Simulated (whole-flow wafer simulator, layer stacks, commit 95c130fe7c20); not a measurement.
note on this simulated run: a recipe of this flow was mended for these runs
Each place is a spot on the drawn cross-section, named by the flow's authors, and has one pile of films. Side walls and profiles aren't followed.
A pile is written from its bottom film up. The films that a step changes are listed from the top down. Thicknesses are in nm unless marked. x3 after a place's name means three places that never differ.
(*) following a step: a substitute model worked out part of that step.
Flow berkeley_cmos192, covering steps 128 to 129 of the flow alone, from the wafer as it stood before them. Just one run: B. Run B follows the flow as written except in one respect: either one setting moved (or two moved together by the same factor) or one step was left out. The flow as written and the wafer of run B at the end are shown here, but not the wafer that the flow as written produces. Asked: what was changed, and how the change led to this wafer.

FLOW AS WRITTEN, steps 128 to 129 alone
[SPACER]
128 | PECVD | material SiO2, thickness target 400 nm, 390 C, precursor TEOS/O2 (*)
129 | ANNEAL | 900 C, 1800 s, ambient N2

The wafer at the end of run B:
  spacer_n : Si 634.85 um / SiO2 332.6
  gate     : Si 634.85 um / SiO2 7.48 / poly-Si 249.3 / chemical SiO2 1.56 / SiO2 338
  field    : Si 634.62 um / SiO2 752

Cause: step 128, PECVD: thickness target 338 nm was run, whereas the flow has thickness target 400 nm.
The wafer lets one read it off: gate has SiO2 338, and step 128 as written asks for 400 nm.

Step by step, how the change led to this:
  128 | PECVD | material SiO2, thickness target 400 nm, 390 C, precursor TEOS/O2 (*)
      field, sd_n, contact, m1: +338 SiO2 (it would be, as written: +400 SiO2)
      spacer_n, sd_p, spacer_p: +326.9 SiO2 (it would be, as written: +386.5 SiO2)
      (and at 2 other places as well)
